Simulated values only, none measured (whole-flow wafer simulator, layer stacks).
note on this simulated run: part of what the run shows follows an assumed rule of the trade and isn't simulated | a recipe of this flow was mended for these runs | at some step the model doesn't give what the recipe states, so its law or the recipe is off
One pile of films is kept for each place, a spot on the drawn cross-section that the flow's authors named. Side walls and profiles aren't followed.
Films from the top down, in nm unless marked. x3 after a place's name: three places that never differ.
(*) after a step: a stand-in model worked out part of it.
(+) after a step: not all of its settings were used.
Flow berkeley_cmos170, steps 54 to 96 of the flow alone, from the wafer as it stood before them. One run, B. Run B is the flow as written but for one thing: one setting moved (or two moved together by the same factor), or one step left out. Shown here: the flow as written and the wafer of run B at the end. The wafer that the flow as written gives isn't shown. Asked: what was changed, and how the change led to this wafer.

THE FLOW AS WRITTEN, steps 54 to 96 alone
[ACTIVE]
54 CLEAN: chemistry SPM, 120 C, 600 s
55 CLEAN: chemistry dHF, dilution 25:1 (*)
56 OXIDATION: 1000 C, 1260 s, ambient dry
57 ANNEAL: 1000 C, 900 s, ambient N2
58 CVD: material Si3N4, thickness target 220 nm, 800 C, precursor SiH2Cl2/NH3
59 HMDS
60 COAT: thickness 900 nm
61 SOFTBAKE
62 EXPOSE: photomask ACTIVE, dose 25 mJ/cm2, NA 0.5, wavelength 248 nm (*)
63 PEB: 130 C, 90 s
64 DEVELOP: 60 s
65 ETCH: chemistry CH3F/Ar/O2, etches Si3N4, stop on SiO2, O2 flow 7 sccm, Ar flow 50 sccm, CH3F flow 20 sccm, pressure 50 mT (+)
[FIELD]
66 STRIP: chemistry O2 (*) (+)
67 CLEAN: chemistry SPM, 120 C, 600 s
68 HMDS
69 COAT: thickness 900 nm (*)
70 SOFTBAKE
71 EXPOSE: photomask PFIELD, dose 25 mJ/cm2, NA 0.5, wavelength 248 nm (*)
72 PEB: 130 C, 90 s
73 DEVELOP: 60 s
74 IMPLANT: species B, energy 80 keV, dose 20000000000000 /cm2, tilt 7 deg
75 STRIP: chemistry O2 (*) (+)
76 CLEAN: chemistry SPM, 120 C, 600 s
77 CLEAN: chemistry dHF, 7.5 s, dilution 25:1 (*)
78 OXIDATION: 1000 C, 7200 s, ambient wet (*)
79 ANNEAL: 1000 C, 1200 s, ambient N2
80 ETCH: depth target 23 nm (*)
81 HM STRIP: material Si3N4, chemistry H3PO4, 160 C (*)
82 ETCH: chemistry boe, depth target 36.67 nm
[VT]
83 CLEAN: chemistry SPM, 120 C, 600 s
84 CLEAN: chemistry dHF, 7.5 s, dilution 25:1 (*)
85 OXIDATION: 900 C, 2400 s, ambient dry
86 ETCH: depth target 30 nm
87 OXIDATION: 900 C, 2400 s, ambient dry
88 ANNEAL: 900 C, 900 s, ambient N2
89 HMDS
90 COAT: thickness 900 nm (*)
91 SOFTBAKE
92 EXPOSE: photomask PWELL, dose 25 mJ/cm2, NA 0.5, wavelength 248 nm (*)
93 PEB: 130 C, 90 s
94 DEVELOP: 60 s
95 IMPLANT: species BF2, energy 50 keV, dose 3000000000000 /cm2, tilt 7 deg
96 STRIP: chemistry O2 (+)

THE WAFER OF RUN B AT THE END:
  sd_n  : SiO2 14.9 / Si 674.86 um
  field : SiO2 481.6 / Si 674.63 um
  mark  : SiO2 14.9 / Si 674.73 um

The cause: step 82, ETCH: depth target 12.83 nm was run, where the flow has depth target 36.67 nm.

How the change led to this, step by step:
  82 ETCH: chemistry boe, depth target 36.67 nm
      mark, sd_n, spacer_n and 9 more: SiO2 -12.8 (as written it would be: SiO2 -15.5 (all of it))
      field: SiO2 -12.8 (as written it would be: SiO2 -36.7)
  83 CLEAN: chemistry SPM, 120 C, 600 s
      mark, sd_n, spacer_n and 9 more: nothing (as written it would be: chemical SiO2 +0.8 (new film), Si -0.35)
  84 CLEAN: chemistry dHF, 7.5 s, dilution 25:1 (*)
      mark, sd_n, spacer_n and 9 more: SiO2 -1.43 (as written it would be: chemical SiO2 -0.8 (all of it))
  85 OXIDATION: 900 C, 2400 s, ambient dry
      mark, spacer_n, gate_n and 7 more: SiO2 +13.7, Si -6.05 (as written it would be: SiO2 +14.9 (new film), Si -6.57)
      sd_n, sd_p: SiO2 +13.7, Si -6.02 (as written it would be: SiO2 +14.9 (new film), Si -6.57)
